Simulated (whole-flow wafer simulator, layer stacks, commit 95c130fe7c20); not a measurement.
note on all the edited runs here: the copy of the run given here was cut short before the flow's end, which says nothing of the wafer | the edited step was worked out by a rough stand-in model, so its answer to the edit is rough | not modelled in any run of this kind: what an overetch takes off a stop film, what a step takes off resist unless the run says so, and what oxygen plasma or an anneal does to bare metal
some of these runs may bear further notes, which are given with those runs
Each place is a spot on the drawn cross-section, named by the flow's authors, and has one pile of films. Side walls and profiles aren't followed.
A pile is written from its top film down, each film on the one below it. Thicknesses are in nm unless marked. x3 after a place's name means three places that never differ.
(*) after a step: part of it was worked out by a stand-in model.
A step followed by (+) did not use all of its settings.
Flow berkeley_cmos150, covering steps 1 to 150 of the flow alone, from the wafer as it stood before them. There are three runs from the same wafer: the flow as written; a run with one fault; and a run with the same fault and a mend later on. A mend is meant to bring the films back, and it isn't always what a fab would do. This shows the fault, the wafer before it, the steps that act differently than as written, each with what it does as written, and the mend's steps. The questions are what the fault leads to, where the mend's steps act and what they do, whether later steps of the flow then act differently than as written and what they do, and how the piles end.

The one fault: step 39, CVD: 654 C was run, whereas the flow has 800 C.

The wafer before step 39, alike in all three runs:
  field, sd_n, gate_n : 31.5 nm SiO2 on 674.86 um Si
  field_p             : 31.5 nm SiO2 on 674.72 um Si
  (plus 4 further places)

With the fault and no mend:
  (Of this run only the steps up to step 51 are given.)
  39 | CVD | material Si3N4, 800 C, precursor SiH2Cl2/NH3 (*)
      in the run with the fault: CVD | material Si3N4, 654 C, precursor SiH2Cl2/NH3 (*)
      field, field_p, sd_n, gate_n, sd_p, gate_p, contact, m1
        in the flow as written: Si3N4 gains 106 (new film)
        in the run with the fault: Si3N4 gains 7.47 (new film)
  Steps later in the flow that act otherwise than as written:
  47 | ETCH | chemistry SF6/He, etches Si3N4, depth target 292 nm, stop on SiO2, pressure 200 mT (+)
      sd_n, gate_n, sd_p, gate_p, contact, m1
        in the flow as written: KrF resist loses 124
        in the run with the fault: KrF resist loses 16.8
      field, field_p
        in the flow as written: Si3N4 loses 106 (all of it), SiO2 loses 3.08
        in the run with the fault: Si3N4 loses 7.47 (all of it), SiO2 loses 3.08
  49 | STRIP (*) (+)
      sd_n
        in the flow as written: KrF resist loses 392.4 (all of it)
        in the run with the fault: KrF resist loses 499.5 (all of it)
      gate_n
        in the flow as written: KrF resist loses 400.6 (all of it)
        in the run with the fault: KrF resist loses 507.8 (all of it)
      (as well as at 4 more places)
  After step 51, at sd_n, gate_n, sd_p, gate_p, contact, m1, the piles differ from the flow's by more than 2% or 0.5 nm, whichever is larger.
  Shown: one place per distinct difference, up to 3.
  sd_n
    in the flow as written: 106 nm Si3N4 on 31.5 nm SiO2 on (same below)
    in the run with the fault: 7.47 nm Si3N4 on 31.5 nm SiO2 on (same below)

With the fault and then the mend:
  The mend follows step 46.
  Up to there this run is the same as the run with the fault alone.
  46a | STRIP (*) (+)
      sd_n
        KrF resist loses 516.3 (all of it)
      gate_n
        KrF resist loses 524.6 (all of it)
      sd_p
        KrF resist loses 566.8 (all of it)
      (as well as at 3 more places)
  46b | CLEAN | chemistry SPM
      leaves every film unchanged at each place that is followed
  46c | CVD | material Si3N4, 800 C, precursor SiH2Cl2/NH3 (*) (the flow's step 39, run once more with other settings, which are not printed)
      field, field_p, sd_n, gate_n, sd_p, gate_p, contact, m1
        Si3N4 gains 98.6
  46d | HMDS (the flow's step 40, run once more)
      leaves every film unchanged at each place that is followed
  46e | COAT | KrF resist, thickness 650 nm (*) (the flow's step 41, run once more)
      field
        KrF resist gains 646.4 (new film)
      field_p
        KrF resist gains 715.2 (new film)
      sd_n
        KrF resist gains 633.7 (new film)
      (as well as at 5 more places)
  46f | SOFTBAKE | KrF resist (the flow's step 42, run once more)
      leaves every film unchanged at each place that is followed
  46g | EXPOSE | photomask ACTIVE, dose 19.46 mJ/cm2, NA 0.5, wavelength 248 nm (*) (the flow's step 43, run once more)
      leaves every film unchanged at each place that is followed
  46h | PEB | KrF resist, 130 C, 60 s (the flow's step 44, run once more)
      gate_n, contact, m1
        KrF resist loses 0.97
      field
        KrF resist loses 0.98
      field_p
        KrF resist loses 1.1
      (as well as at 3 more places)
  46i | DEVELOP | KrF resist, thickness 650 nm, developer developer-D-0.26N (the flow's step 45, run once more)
      sd_n, gate_n, sd_p, gate_p, contact, m1
        KrF resist loses 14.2
      field
        KrF resist loses 645.4 (all of it)
      field_p
        KrF resist loses 714.1 (all of it)
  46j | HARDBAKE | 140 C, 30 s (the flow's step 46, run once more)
      sd_n
        KrF resist loses 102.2
      gate_n
        KrF resist loses 103.8
      sd_p
        KrF resist loses 112.2
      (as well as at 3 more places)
  Every later step of the flow that is run acts as written at every place that is followed.
  By the end, the piles equal the flow's at every place that both follow.
